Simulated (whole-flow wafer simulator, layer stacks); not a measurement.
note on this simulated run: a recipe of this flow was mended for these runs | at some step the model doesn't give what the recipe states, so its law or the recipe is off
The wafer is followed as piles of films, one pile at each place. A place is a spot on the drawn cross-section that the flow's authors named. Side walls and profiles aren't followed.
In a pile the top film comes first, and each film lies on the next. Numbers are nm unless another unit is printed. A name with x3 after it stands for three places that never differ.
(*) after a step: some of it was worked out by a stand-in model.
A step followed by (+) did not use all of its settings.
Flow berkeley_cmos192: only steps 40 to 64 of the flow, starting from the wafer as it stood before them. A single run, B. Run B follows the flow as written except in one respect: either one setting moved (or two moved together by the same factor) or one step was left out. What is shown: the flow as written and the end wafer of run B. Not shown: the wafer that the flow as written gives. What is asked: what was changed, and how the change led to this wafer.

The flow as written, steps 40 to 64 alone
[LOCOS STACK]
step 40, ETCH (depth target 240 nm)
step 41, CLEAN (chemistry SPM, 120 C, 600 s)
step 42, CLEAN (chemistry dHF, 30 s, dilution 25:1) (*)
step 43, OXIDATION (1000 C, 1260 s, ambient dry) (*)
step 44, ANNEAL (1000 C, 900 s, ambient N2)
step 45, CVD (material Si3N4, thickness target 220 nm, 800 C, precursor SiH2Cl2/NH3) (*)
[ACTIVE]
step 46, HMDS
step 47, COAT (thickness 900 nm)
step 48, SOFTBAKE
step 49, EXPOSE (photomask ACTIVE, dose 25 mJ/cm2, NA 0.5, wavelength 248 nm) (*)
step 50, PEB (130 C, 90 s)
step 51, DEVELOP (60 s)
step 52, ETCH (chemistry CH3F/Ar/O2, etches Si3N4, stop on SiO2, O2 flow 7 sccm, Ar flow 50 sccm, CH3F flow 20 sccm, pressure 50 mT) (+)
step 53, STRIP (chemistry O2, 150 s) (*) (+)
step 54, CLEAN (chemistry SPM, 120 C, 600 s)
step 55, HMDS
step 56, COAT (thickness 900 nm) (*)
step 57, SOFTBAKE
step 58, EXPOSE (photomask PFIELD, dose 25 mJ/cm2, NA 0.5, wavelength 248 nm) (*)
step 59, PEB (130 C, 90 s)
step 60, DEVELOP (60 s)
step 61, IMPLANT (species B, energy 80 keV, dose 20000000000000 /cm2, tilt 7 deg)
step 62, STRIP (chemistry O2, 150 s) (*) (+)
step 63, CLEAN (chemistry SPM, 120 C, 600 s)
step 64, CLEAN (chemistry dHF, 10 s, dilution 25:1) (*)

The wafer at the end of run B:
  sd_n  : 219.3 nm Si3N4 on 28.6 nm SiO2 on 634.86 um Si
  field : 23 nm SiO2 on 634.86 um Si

Cause: step 43, OXIDATION: 1008 C was run, though the flow has 1000 C.

How this came from the change, step by step:
  step 43, OXIDATION (1000 C, 1260 s, ambient dry) (*)
      field, sd_n, spacer_n and 6 more: +28.6 SiO2 (new film), -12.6 Si (in the flow as written it would be: +26.6 SiO2 (new film), -11.7 Si)
